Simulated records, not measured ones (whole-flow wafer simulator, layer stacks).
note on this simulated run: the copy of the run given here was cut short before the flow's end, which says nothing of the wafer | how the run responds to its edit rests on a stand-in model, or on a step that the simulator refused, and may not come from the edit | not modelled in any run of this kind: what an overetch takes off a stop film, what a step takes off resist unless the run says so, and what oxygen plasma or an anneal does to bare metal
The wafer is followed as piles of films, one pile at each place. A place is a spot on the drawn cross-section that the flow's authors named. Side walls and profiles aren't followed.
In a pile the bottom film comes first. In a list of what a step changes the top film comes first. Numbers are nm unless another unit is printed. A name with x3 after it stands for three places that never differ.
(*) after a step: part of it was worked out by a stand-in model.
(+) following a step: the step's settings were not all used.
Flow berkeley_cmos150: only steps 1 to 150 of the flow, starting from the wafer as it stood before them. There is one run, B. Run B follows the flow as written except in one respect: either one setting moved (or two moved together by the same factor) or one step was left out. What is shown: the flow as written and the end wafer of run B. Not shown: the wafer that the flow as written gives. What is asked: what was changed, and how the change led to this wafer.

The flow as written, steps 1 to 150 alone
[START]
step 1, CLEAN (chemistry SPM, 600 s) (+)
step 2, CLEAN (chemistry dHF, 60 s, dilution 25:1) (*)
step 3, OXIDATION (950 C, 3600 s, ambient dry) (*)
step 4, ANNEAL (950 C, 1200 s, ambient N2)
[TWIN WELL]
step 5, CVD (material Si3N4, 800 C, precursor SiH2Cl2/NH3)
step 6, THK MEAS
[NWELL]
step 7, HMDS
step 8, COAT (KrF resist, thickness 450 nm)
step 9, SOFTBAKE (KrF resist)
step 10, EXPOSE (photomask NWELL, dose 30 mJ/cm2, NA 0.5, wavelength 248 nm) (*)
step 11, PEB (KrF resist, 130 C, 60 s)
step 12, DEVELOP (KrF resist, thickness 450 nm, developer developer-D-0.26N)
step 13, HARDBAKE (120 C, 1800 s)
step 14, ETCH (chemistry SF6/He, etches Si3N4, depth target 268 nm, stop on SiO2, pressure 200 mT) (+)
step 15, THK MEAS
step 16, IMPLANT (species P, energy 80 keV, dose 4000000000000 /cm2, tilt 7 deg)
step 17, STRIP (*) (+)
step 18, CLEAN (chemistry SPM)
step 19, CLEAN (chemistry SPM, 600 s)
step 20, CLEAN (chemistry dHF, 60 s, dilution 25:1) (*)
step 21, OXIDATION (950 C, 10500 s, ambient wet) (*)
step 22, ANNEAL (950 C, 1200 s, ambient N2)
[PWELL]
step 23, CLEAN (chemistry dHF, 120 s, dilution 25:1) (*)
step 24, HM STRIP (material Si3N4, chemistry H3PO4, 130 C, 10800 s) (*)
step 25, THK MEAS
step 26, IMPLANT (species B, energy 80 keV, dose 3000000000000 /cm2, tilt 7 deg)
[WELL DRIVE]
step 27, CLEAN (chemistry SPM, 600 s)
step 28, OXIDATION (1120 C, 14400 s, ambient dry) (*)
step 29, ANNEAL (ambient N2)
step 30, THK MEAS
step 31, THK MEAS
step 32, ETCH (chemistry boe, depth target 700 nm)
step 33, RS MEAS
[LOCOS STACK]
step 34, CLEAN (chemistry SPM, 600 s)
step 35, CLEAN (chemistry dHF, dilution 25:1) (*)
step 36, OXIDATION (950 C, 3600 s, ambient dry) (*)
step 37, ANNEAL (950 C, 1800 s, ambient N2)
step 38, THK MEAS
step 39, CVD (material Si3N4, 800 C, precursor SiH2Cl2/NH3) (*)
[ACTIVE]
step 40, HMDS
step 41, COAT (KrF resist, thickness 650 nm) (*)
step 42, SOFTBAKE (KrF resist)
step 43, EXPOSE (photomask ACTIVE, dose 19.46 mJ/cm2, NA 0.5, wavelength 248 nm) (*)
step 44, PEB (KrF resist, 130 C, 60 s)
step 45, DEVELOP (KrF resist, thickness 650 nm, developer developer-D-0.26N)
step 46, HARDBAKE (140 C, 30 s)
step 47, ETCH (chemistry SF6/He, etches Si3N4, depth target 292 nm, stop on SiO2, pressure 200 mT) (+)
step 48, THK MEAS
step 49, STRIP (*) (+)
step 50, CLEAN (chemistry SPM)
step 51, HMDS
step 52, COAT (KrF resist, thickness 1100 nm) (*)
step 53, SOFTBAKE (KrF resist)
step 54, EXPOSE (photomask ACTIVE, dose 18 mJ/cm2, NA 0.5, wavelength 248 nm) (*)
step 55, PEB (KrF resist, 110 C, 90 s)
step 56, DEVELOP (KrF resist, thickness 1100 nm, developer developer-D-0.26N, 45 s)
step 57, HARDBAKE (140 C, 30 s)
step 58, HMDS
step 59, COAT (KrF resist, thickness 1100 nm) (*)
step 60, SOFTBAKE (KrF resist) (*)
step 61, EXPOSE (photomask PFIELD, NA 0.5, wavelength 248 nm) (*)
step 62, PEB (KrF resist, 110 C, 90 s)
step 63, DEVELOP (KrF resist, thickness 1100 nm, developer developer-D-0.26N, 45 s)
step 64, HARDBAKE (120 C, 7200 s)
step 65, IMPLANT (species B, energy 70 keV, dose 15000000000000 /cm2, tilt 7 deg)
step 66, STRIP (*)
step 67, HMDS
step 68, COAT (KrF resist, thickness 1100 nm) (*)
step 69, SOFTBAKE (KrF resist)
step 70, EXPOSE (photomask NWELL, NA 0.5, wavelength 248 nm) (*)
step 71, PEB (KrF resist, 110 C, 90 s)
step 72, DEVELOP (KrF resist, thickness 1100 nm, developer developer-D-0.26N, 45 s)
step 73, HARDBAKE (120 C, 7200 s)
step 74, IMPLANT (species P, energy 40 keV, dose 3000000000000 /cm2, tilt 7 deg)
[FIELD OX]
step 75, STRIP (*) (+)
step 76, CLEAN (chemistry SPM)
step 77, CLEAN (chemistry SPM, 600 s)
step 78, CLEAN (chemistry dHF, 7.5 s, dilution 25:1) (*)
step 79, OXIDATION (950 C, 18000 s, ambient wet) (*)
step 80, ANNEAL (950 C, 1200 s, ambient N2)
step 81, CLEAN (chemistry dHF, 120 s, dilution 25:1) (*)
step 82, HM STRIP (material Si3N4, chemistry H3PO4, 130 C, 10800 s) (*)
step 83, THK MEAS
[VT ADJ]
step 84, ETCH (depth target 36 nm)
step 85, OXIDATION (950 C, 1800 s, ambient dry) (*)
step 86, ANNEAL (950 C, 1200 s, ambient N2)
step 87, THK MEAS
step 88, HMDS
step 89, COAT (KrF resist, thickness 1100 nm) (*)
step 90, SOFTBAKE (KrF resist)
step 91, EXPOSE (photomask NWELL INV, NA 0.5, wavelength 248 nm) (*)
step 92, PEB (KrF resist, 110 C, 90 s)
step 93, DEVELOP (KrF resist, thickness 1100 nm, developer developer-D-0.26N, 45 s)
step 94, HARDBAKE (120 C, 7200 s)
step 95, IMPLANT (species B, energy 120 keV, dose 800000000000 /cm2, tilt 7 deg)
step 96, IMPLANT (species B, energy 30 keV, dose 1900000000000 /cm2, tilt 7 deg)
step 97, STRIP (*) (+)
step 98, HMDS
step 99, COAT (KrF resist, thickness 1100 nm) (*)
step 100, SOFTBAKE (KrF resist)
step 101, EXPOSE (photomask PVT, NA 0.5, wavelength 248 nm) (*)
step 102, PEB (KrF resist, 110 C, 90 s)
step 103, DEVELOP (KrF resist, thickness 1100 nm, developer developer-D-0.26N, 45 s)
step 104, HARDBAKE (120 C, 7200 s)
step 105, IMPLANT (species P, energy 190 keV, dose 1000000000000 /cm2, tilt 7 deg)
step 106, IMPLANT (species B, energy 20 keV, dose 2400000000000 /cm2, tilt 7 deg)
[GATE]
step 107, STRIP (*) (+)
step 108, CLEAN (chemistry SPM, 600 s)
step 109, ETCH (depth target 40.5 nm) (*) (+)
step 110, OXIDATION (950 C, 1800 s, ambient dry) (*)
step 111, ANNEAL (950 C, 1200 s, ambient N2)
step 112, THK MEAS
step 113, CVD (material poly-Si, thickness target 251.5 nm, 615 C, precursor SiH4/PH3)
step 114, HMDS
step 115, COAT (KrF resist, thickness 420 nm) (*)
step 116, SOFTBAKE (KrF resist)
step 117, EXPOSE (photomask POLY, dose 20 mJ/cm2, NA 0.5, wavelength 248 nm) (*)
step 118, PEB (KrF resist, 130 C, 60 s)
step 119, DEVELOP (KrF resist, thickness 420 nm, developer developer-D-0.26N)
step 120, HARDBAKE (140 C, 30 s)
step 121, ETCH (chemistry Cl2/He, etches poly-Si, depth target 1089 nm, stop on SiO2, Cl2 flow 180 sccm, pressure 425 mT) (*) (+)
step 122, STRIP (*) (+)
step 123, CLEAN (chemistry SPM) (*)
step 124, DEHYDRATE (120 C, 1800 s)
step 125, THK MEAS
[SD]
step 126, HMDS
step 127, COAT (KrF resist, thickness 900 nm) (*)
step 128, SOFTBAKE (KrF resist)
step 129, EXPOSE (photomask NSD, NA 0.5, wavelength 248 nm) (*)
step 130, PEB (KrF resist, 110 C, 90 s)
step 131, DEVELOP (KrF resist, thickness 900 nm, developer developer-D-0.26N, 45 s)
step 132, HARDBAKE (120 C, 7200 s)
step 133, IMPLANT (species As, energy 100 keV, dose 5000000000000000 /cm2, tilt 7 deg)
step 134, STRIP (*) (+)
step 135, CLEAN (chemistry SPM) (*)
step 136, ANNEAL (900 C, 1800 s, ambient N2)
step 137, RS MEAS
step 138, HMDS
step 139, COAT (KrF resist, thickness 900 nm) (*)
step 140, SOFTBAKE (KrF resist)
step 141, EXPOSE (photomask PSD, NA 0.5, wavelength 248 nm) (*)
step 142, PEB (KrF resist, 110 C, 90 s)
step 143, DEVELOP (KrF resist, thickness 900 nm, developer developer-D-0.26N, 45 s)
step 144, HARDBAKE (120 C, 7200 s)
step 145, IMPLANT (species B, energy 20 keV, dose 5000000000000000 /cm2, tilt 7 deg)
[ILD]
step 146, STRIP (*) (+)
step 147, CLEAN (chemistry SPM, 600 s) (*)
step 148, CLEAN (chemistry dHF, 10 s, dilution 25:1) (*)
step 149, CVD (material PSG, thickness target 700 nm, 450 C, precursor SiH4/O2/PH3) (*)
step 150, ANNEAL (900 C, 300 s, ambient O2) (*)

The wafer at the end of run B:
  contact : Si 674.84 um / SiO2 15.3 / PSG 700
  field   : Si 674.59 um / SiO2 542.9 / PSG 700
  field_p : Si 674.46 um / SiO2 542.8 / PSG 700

What caused this: step 84, ETCH: depth target 15.55 nm was run, while the flow as written has depth target 36 nm.

The path from the change to this, step by step:
  step 84, ETCH (depth target 36 nm)
      gate_n, contact, m1: SiO2 loses 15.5 (in the flow as written it would be: SiO2 loses 29.6 (all of it))
      sd_p, gate_p: SiO2 loses 15.6 (in the flow as written it would be: SiO2 loses 29.6 (all of it))
      (and at 3 other places as well)
  step 85, OXIDATION (950 C, 1800 s, ambient dry) (*)
      gate_n, sd_p, gate_p, contact, m1: SiO2 gains 15.4, Si loses 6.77 (in the flow as written it would be: SiO2 gains 20.4 (new film), Si loses 8.98)
      sd_n: SiO2 gains 8.77, Si loses 3.86 (in the flow as written it would be: SiO2 gains 12.2, Si loses 5.35)
  step 109, ETCH (depth target 40.5 nm) (*) (+)
      sd_n: SiO2 loses 40.5 (in the flow as written it would be: SiO2 loses 40.4 (all of it))
      gate_n, sd_p, gate_p, contact, m1: SiO2 loses 29.4 (all of it) (in the flow as written it would be: SiO2 loses 20.4 (all of it))
  step 110, OXIDATION (950 C, 1800 s, ambient dry) (*)
      sd_n: SiO2 gains 13.7, Si loses 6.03 (in the flow as written it would be: SiO2 gains 20.4 (new film), Si loses 8.98)
  step 122, STRIP (*) (+)
      gate_n: chemical SiO2 gains 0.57 (new film), KrF resist loses 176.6 (all of it), poly-Si loses 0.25 (in the flow as written it would be: chemical SiO2 gains 0.57 (new film), KrF resist loses 169.8 (all of it), poly-Si loses 0.25)
